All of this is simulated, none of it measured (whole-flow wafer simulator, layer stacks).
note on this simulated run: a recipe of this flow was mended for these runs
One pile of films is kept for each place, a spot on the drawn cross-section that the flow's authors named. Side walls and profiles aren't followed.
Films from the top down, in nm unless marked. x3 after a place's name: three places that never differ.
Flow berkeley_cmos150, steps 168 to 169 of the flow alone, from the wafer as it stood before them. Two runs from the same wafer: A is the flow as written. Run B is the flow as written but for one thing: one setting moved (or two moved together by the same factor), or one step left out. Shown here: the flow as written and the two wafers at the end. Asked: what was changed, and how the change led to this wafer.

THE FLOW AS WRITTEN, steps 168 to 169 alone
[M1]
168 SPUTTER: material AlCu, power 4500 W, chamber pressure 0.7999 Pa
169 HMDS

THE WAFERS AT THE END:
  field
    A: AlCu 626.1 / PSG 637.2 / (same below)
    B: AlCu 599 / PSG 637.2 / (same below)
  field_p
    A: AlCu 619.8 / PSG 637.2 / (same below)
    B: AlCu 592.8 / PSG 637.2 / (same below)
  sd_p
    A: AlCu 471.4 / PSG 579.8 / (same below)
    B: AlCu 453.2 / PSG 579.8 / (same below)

The cause: step 168, SPUTTER: chamber pressure 0.8959 Pa was run, where the flow has chamber pressure 0.7999 Pa.

How the change led to this, step by step:
  168 SPUTTER: material AlCu, power 4500 W, chamber pressure 0.7999 Pa
      field, sd_n, gate_n, m1: A AlCu +626.1 (new film) | B AlCu +599 (new film)
      field_p: A AlCu +619.8 (new film) | B AlCu +592.8 (new film)
      (and at 3 more places)
